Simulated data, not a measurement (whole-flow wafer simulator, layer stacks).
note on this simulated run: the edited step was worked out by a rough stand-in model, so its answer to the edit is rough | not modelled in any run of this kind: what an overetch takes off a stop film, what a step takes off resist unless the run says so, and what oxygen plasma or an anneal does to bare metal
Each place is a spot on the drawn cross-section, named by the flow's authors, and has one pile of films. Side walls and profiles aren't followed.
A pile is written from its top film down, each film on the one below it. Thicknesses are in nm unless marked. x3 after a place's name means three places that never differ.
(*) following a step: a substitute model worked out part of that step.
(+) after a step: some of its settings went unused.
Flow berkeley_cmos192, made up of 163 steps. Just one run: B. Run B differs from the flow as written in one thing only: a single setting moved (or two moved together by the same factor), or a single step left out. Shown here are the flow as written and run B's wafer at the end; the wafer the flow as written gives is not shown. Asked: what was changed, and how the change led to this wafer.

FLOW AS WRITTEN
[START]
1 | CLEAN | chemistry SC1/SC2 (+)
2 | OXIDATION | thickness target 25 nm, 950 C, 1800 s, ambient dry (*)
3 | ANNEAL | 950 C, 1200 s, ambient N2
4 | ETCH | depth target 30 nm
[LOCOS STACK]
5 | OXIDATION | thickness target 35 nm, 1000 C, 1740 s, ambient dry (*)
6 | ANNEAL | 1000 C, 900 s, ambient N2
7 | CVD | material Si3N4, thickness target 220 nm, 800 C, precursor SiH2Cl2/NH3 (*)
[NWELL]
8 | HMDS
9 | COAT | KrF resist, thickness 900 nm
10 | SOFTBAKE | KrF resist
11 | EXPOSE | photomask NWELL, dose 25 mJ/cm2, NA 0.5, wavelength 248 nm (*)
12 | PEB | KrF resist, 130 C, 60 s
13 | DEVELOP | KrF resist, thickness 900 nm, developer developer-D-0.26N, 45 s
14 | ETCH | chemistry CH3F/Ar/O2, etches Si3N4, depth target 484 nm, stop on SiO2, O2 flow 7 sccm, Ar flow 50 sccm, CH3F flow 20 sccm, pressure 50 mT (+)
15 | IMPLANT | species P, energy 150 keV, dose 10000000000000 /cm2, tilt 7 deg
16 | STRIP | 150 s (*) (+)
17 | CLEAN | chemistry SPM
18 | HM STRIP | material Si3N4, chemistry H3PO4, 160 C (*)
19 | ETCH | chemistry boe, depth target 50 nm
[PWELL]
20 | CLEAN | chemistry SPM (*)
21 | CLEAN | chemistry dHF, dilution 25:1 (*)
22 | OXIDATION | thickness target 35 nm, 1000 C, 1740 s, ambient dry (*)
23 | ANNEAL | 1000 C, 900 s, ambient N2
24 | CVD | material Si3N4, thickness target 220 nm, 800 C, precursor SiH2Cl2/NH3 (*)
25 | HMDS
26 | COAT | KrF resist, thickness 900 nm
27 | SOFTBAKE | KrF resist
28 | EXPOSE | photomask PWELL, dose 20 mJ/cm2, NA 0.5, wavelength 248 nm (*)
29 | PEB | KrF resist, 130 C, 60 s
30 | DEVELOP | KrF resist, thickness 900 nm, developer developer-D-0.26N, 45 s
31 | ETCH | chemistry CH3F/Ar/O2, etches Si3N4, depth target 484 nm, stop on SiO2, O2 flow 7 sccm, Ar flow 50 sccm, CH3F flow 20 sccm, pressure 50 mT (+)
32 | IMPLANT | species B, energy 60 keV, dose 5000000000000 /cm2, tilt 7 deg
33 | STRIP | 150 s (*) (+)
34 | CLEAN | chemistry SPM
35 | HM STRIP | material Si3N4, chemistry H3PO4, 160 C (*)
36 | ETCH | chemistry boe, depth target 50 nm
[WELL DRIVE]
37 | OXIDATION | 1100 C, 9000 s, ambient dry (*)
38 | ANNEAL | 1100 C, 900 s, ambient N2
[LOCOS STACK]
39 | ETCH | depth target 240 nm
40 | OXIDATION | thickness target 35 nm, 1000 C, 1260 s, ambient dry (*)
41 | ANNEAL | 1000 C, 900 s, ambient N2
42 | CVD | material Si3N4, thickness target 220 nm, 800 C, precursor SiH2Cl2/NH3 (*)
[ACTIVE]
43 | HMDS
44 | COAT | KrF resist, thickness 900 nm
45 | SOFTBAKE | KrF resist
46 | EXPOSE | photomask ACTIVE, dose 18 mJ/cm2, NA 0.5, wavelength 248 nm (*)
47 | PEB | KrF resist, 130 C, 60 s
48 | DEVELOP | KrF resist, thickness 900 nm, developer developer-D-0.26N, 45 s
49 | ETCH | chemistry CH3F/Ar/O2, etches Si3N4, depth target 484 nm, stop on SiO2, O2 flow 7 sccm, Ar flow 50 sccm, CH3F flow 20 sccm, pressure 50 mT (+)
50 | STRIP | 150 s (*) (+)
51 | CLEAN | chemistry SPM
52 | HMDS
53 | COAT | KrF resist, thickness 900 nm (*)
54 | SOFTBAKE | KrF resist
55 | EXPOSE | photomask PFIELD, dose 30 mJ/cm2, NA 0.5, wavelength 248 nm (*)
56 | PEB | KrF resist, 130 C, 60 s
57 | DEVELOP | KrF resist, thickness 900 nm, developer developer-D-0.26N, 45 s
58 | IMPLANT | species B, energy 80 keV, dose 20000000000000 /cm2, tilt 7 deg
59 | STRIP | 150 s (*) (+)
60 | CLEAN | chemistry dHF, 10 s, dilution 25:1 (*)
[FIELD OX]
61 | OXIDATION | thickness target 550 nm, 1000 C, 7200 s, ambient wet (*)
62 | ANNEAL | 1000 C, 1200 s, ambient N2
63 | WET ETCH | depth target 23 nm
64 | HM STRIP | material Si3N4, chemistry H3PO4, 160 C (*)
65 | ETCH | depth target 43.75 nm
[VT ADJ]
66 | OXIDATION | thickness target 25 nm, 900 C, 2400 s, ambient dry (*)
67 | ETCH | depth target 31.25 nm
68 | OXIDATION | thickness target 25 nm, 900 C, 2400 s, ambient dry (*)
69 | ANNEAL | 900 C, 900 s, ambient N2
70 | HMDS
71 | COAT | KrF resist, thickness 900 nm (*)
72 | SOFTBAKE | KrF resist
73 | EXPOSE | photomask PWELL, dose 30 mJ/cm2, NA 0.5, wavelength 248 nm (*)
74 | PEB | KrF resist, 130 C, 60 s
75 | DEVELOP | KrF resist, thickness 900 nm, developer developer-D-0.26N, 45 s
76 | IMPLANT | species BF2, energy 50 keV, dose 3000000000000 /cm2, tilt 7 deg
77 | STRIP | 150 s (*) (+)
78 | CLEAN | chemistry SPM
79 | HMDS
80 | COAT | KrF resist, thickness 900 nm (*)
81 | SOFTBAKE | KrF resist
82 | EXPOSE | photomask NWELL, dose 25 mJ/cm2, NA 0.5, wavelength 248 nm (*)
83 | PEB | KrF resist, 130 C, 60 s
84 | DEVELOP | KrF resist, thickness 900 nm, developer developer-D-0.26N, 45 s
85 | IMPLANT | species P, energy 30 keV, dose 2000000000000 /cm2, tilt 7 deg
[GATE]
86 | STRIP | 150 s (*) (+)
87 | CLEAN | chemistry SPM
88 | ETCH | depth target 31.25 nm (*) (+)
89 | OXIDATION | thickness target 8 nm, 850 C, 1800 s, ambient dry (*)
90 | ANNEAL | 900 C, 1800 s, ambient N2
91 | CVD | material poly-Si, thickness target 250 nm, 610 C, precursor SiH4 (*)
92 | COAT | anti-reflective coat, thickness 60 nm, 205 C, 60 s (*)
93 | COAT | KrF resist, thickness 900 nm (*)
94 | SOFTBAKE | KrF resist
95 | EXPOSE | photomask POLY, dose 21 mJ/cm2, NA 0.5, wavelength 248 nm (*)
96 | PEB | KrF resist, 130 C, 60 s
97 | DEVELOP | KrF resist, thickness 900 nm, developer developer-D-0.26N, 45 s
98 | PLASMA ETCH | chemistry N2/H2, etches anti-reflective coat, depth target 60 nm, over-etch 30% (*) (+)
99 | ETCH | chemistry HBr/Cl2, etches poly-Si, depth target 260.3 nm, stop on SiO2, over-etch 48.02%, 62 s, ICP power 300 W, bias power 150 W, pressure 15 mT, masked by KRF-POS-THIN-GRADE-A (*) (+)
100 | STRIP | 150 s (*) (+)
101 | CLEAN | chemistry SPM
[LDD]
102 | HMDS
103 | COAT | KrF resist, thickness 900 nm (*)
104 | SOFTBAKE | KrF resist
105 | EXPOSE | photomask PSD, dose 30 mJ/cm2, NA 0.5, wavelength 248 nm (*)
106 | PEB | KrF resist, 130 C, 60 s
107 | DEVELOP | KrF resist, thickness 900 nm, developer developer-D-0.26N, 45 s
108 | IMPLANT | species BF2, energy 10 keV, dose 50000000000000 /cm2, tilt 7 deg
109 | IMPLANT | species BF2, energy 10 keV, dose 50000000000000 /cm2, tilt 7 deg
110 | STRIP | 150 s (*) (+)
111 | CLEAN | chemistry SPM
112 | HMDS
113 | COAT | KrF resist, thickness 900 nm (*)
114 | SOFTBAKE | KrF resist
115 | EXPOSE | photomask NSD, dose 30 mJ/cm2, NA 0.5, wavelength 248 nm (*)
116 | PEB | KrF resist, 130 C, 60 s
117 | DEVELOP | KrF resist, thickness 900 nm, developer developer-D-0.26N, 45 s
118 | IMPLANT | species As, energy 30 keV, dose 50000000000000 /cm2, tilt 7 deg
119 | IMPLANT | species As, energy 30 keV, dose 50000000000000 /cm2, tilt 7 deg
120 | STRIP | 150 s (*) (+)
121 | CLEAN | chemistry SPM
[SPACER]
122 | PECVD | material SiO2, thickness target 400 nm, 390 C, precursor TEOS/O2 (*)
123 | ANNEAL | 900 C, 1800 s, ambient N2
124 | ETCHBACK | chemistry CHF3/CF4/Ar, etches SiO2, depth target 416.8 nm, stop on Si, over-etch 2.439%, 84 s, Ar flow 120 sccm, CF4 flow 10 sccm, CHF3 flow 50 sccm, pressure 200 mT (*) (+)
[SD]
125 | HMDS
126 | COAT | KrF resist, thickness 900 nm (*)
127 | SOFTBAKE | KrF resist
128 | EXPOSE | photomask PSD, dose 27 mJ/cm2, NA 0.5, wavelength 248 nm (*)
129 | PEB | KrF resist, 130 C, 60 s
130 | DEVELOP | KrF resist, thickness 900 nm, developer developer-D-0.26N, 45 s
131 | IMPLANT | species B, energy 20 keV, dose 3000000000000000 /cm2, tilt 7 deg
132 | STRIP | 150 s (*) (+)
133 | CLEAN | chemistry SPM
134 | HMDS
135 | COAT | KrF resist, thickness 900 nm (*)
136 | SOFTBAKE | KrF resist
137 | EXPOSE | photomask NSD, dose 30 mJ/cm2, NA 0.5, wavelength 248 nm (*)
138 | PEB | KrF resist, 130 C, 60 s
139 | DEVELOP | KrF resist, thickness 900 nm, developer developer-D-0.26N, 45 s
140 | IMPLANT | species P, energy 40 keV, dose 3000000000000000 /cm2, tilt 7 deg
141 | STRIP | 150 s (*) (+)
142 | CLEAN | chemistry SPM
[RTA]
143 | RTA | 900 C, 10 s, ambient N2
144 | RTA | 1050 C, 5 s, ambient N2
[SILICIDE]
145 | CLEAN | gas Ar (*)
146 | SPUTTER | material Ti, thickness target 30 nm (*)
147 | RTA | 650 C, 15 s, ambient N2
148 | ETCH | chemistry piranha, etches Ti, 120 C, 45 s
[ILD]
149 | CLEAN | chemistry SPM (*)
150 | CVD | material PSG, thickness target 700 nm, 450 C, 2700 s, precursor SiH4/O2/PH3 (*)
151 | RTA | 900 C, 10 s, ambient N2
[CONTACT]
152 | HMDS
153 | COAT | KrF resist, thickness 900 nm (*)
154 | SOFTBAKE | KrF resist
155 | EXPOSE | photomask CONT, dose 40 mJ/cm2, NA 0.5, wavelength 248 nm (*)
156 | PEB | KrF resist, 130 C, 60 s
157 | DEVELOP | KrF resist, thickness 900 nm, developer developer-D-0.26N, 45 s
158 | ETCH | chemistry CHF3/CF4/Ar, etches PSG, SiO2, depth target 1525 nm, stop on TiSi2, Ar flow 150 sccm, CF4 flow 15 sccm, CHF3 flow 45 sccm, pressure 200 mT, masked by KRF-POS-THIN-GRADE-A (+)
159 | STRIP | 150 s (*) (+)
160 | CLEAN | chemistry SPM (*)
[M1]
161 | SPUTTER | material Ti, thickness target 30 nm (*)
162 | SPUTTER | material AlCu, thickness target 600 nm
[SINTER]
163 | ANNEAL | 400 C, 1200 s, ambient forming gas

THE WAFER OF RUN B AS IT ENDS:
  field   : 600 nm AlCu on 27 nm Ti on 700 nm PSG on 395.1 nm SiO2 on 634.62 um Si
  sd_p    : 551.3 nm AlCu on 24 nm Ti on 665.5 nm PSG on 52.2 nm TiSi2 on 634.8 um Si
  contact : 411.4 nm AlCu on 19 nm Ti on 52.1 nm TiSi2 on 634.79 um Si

What caused this: step 161, SPUTTER: thickness target 27 nm was run, whereas the flow has thickness target 30 nm.
The wafer itself shows it: field has Ti 27, and step 161 as written asks for 30 nm.

Step by step, how the change led to this:
  161 | SPUTTER | material Ti, thickness target 30 nm (*)
      field, sd_n, spacer_n, gate, spacer_p, gate_p, m1: Ti gains 27 (new film) (as written it would have been: Ti gains 30 (new film))
      sd_p: Ti gains 24 (new film) (as written it would have been: Ti gains 26.6 (new film))
      (also at 1 further place)
